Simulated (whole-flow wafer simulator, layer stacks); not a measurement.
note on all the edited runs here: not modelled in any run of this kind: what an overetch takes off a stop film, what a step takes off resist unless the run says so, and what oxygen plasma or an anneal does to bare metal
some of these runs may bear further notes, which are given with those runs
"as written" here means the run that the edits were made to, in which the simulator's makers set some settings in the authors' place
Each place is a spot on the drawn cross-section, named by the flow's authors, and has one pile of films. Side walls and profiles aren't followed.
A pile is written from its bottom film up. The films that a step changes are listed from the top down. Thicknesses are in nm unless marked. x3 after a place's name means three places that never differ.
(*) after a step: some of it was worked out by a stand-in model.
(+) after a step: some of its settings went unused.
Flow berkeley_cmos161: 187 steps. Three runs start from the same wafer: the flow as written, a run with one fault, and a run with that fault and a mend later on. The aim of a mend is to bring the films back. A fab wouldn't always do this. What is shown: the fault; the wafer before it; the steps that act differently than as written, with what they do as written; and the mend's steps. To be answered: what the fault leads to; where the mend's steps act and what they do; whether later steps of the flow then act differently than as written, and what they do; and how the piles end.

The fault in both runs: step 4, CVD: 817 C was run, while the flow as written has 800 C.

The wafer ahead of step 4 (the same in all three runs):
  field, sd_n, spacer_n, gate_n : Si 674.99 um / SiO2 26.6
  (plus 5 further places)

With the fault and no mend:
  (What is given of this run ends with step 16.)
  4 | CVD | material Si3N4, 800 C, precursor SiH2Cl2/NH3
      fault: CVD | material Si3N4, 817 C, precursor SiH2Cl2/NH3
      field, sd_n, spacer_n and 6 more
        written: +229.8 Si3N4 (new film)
        fault: +269.6 Si3N4 (new film)
  Steps later in the flow that act otherwise than as written (1 other step is not shown; it differs only slightly, by no more than 2% or 0.5 nm, whichever is larger):
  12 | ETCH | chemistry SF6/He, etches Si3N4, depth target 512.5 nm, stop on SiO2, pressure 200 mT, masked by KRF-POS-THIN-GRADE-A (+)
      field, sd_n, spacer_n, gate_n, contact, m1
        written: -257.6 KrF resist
        fault: -300.9 KrF resist
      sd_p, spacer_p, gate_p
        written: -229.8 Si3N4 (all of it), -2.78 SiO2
        fault: -269.6 Si3N4 (all of it), -2.78 SiO2
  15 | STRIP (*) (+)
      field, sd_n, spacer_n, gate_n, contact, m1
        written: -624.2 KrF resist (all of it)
        fault: -581 KrF resist (all of it)
  The piles after step 16 differ from the flow's at field, sd_n, spacer_n, gate_n, contact, m1 by more than 2% or 0.5 nm, whichever is larger.
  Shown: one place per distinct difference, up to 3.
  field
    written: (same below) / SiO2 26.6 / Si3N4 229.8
    fault: (same below) / SiO2 26.6 / Si3N4 269.6

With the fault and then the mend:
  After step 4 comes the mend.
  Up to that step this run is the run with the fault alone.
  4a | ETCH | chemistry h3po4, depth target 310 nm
      field, sd_n, spacer_n and 6 more
        -269.6 Si3N4 (all of it)
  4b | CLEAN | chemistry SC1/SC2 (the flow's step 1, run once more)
      leaves every film unchanged at each place that is followed
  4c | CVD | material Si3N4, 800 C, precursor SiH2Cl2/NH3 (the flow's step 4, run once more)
      field, sd_n, spacer_n and 6 more
        +229.8 Si3N4 (new film)
  None of the later steps of the flow acts differently than as written at any place that is followed.
  At every place that both follow, the piles at the end match the flow's.
